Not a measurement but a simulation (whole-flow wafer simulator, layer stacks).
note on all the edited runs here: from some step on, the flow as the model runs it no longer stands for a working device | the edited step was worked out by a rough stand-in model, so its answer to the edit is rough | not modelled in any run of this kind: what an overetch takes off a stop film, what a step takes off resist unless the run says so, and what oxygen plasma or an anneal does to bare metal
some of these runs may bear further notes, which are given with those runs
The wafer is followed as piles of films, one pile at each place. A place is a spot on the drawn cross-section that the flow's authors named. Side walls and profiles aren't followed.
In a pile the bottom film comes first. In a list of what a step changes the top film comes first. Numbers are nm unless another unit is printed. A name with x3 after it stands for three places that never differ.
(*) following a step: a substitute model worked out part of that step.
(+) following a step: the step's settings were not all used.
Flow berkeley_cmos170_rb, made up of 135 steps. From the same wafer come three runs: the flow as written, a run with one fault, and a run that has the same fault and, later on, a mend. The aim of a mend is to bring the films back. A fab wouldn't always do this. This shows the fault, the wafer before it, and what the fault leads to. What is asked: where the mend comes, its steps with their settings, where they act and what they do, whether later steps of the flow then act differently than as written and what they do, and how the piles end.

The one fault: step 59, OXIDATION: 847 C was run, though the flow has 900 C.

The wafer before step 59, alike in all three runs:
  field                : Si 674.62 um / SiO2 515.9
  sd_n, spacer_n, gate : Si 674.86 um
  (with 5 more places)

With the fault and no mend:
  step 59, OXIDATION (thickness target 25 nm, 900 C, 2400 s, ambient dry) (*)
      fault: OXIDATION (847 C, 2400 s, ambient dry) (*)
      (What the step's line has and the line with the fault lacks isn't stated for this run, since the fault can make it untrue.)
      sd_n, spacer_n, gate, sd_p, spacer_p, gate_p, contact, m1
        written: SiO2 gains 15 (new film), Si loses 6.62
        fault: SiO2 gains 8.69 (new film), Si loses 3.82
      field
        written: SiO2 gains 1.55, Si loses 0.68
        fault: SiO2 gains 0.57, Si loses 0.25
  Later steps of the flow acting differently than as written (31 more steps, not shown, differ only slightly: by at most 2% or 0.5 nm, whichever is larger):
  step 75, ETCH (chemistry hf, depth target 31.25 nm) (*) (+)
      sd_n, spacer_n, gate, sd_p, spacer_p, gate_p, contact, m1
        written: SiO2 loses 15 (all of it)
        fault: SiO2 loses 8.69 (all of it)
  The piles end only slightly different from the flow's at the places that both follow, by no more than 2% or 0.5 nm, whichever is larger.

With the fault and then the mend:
  The mend follows step 60.
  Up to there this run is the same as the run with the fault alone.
  step 60a, OXIDATION (900 C, 1380 s, ambient dry) (*) (a further turn of the flow's step 59, with different settings)
      sd_n, spacer_n, gate, sd_p, spacer_p, gate_p, contact, m1
        SiO2 gains 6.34, Si loses 2.79
      field
        SiO2 gains 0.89, Si loses 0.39
  None of the later steps of the flow differs from how it acts as written, at any place that is followed, by more than 2% or 0.5 nm, whichever is larger.
  The piles end only slightly different from the flow's at the places that both follow, by no more than 2% or 0.5 nm, whichever is larger.
